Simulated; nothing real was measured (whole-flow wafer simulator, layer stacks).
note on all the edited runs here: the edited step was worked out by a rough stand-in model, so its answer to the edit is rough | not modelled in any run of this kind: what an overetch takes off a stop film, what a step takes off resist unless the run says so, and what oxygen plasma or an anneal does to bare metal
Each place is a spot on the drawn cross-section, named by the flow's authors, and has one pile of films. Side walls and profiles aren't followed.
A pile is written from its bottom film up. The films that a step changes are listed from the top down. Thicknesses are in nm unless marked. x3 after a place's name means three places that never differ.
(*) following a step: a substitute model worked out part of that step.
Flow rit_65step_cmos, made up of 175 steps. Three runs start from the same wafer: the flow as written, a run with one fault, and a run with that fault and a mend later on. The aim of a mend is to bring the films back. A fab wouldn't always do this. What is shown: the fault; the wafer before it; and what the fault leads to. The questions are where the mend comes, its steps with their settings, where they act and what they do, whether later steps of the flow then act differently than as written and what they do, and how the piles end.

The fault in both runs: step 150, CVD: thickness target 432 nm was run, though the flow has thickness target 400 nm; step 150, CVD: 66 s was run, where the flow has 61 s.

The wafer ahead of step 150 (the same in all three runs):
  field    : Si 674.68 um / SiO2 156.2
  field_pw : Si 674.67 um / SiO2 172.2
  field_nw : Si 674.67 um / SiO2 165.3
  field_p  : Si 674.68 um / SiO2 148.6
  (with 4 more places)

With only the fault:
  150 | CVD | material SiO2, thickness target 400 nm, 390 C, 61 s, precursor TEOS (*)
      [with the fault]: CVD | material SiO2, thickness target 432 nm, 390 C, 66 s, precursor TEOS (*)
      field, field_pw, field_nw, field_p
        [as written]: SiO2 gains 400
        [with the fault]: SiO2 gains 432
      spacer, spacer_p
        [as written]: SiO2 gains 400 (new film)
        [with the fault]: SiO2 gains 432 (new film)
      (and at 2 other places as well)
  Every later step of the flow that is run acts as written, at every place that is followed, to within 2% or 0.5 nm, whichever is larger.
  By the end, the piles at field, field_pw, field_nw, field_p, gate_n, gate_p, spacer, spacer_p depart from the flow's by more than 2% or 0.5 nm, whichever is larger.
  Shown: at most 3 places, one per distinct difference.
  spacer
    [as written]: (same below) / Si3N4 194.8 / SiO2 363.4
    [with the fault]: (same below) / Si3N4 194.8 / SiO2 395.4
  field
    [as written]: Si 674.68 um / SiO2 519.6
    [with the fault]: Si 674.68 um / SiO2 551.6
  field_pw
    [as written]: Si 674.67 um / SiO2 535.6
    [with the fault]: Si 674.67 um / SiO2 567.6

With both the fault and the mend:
  The mend follows step 151.
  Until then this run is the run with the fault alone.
  151a | ETCH | chemistry boe, depth target 32.53 nm
      field, field_pw, field_nw, field_p, gate_n, gate_p, spacer, spacer_p
        SiO2 loses 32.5
  Every later step of the flow that is run acts as written, at every place that is followed, to within 2% or 0.5 nm, whichever is larger.
  At the end the piles are close to the flow's at the places that both follow, differing by at most 2% or 0.5 nm, whichever is larger.
